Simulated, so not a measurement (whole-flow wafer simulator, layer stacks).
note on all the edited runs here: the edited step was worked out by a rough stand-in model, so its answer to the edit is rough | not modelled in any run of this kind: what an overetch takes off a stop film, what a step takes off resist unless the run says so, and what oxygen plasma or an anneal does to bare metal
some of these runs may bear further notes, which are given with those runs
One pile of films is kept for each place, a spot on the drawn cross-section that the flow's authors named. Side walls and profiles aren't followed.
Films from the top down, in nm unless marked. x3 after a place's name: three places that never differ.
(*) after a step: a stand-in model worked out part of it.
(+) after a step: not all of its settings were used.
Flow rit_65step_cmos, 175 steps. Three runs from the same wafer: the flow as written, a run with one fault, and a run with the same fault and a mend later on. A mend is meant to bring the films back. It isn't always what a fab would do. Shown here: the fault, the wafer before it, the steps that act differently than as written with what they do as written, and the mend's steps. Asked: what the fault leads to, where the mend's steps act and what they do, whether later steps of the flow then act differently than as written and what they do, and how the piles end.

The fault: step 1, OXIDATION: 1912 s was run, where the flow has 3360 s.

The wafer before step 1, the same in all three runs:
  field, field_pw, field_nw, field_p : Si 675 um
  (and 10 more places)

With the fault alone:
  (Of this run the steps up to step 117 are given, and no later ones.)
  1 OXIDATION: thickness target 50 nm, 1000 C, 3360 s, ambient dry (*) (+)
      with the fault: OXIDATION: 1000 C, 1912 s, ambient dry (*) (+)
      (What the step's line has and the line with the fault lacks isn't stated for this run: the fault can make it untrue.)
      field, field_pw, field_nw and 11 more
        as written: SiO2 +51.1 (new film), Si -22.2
        with the fault: SiO2 +38 (new film), Si -16.4
  Later steps of the flow that act differently than as written (36 more steps differ only slightly, by at most 2% or 0.5 nm, whichever is larger, and aren't shown):
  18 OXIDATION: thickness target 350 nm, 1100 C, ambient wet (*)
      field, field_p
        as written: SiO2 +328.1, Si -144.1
        with the fault: SiO2 +338, Si -148.4
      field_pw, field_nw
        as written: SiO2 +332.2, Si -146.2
        with the fault: SiO2 +342.1, Si -150.5
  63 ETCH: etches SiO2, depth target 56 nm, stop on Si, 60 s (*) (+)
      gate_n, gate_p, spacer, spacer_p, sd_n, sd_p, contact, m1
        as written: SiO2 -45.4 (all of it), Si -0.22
        with the fault: SiO2 -32.3 (all of it), Si -0.48
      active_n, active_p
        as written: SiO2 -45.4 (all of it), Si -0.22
        with the fault: SiO2 -32.3 (all of it), Si -0.49
  After step 117 the piles differ from the flow's only slightly at the places that both follow, by at most 2% or 0.5 nm, whichever is larger.

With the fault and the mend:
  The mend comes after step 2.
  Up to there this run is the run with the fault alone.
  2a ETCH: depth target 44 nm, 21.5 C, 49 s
      field, field_pw, field_nw and 11 more
        SiO2 -38 (all of it)
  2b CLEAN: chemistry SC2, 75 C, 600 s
      field, field_pw, field_nw and 11 more
        chemical SiO2 +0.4 (new film), Si -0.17
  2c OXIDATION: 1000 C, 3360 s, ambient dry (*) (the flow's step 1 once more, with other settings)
      field, field_pw, field_nw and 11 more
        SiO2 +51 (new film), chemical SiO2 -0.4 (all of it), Si -22.3
  Later steps of the flow that act differently than as written (17 more steps differ only slightly, by at most 2% or 0.5 nm, whichever is larger, and aren't shown):
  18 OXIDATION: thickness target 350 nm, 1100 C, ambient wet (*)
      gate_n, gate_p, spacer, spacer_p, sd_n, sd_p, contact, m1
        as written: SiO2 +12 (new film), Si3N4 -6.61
        with the mend: SiO2 +12 (new film), Si3N4 -6.61, SiO2 +0.03
  At the end the piles differ from the flow's only slightly at the places that both follow, by at most 2% or 0.5 nm, whichever is larger.
